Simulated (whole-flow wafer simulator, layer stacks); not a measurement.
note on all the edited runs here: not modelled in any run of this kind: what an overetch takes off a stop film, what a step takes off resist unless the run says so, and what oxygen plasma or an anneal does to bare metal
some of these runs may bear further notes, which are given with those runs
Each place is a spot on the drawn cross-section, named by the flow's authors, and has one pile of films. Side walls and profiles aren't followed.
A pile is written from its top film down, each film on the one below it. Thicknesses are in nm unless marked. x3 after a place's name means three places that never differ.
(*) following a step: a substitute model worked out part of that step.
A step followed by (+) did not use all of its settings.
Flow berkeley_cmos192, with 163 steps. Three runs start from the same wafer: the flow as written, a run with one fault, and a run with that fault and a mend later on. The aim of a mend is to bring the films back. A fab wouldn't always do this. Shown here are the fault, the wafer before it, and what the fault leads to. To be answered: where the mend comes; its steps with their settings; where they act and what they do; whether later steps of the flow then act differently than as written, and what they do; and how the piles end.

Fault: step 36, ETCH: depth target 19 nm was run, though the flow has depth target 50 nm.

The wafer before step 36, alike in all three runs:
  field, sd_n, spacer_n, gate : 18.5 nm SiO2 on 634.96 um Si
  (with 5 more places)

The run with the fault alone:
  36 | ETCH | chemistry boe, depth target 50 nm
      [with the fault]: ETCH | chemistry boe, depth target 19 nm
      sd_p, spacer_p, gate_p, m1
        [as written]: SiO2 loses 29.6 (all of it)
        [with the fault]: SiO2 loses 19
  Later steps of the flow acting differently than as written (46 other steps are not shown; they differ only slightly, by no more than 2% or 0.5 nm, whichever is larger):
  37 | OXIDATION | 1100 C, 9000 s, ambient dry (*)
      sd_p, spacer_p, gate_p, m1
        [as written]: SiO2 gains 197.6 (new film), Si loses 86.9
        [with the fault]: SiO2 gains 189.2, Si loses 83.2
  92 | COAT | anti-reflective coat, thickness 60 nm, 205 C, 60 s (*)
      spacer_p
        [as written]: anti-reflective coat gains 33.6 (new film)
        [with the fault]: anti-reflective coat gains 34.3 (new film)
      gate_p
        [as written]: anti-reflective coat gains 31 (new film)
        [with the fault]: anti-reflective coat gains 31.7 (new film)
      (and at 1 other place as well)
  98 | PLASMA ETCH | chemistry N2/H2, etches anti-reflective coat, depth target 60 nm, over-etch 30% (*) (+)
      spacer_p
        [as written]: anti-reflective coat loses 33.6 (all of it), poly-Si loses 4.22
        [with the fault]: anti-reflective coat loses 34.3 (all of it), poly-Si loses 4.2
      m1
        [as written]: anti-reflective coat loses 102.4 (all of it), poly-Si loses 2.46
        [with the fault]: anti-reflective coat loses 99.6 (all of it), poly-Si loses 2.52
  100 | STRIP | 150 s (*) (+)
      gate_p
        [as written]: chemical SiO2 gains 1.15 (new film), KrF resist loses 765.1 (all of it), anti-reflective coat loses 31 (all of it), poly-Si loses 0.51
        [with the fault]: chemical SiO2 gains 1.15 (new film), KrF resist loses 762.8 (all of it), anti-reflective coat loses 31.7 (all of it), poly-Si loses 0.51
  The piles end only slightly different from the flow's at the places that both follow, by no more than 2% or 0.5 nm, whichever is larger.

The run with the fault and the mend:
  After step 36 comes the mend.
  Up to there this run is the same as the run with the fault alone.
  36a | ETCH | chemistry boe, depth target 31 nm (the flow's step 36, run once more with other settings)
      sd_p, spacer_p, gate_p, m1
        SiO2 loses 10.6 (all of it)
  None of the later steps of the flow acts differently than as written at any place that is followed.
  By the end, the piles equal the flow's at every place that both follow.
